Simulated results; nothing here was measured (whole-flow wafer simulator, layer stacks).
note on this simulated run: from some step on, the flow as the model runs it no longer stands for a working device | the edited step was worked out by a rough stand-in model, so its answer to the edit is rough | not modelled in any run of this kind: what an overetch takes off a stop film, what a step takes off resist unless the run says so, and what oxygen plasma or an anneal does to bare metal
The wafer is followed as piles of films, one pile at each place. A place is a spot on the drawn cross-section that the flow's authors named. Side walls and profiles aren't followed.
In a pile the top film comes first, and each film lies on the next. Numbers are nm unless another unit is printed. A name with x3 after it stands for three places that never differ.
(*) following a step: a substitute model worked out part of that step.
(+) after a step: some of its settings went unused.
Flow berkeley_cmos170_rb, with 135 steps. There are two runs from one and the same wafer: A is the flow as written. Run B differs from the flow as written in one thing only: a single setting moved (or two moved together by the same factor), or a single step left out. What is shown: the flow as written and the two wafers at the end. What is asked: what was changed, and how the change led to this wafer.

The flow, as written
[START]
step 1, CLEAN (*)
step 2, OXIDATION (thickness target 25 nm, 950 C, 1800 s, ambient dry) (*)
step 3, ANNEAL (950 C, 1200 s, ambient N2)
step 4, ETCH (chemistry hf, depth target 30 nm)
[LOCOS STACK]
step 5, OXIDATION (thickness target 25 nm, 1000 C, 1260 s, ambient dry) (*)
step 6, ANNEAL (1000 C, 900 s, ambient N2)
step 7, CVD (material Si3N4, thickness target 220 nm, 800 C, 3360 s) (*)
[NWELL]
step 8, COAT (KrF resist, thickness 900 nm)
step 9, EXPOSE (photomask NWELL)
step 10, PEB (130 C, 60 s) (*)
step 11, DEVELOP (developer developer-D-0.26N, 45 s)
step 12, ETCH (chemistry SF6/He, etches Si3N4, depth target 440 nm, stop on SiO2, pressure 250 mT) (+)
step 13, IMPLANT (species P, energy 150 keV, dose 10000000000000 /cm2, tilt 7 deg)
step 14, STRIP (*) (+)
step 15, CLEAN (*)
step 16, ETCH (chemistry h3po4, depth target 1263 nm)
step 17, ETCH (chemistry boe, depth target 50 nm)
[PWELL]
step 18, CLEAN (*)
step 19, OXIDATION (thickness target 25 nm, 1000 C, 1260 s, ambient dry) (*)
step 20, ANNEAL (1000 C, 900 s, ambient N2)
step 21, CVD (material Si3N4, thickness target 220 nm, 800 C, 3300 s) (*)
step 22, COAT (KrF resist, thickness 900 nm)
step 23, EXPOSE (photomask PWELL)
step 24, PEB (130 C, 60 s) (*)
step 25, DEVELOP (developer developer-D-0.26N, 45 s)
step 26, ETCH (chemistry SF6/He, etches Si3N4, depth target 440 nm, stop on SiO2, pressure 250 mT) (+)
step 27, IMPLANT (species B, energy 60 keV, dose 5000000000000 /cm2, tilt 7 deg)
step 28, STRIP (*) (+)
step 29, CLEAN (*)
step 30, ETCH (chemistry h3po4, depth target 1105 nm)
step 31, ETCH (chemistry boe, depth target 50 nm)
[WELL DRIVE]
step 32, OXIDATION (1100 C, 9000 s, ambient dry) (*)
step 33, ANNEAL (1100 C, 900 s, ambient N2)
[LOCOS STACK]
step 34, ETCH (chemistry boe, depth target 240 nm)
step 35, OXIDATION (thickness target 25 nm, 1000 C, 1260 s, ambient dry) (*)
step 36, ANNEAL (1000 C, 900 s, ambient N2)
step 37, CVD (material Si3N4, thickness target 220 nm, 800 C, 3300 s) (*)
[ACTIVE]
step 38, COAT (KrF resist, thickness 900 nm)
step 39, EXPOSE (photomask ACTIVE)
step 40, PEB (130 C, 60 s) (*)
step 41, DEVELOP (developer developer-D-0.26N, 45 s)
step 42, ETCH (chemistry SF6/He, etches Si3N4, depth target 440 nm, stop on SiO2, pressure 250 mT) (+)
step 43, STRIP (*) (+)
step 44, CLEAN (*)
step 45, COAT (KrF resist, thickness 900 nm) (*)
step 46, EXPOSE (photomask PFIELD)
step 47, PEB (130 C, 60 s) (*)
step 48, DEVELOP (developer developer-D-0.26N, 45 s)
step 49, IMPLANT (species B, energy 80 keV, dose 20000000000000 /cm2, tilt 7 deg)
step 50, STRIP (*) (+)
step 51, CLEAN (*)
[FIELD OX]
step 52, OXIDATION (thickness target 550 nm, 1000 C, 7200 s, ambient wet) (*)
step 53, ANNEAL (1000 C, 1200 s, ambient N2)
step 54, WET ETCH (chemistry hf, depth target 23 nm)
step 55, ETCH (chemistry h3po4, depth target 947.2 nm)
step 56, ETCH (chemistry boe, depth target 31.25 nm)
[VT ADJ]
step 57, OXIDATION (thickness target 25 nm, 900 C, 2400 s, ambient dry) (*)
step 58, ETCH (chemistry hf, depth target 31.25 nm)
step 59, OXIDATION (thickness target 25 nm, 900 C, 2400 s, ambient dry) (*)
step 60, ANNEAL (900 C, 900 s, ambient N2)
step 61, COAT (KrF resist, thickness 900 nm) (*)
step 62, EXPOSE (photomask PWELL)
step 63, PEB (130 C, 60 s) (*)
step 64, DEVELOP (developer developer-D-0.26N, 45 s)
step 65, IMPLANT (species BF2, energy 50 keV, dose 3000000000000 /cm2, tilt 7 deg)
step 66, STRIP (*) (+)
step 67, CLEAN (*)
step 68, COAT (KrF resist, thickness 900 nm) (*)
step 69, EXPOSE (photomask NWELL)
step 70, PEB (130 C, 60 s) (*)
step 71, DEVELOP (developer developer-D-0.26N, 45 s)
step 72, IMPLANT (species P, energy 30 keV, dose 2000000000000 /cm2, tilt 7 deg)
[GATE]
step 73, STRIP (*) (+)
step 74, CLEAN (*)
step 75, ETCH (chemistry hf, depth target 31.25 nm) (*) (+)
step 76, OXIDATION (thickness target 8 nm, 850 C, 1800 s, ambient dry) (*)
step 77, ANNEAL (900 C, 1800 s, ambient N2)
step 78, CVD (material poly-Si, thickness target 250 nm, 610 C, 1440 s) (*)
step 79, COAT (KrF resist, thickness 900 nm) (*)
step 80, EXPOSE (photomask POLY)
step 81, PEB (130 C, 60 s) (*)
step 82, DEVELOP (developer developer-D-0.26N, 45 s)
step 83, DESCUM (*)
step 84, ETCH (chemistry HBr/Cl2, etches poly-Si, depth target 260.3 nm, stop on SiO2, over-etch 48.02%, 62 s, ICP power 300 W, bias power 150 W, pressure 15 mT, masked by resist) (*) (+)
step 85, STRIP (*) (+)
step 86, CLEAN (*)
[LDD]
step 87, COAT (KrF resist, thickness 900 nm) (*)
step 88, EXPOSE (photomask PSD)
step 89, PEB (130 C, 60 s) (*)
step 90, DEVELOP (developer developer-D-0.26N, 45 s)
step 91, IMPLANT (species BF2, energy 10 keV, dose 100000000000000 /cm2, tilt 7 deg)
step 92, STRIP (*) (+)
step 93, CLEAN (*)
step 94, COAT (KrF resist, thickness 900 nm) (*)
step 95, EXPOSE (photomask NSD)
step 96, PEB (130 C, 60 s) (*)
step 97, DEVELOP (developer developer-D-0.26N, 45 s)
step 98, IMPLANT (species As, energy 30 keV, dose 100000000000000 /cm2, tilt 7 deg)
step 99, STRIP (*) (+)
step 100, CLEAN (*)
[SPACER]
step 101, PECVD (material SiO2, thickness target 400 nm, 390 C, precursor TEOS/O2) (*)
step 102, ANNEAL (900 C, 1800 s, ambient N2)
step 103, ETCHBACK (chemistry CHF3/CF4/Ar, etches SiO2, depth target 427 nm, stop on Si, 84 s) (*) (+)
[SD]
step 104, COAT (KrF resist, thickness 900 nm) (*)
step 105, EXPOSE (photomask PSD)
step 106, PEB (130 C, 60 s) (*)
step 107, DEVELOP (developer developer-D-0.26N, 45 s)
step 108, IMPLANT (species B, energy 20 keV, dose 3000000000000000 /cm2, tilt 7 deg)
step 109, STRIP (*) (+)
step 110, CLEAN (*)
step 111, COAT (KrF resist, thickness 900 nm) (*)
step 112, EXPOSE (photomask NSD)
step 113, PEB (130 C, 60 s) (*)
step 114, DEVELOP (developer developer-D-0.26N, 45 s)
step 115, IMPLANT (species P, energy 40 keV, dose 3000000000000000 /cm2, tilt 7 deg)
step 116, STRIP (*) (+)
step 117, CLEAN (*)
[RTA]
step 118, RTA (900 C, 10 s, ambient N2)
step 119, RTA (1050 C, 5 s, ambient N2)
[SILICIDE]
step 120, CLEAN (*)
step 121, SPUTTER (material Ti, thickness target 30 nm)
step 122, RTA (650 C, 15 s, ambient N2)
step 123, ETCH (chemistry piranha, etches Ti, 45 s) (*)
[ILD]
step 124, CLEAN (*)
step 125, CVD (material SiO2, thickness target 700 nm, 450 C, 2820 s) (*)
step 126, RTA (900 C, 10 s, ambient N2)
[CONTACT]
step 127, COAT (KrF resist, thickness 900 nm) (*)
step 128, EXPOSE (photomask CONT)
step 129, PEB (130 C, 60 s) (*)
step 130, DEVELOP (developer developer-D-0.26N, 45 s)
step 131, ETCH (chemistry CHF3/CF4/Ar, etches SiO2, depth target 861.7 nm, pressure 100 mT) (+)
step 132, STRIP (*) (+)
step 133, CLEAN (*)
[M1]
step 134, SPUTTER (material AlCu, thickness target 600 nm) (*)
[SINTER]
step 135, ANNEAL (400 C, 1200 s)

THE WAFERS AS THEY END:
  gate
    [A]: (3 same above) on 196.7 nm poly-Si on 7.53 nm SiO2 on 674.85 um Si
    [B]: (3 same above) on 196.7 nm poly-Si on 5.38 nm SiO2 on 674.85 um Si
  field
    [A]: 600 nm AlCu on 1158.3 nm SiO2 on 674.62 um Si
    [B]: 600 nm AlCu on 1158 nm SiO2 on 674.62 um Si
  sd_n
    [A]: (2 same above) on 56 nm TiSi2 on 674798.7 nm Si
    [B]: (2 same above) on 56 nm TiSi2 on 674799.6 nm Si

The reason: step 76, OXIDATION: 817 C was run, while the flow as written has 850 C.

How this came from the change, step by step:
  step 76, OXIDATION (thickness target 8 nm, 850 C, 1800 s, ambient dry) (*)
      sd_n, spacer_n, gate, sd_p, spacer_p, gate_p, contact, m1: A +7.53 SiO2 (new film), -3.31 Si | B +5.38 SiO2 (new film), -2.37 Si
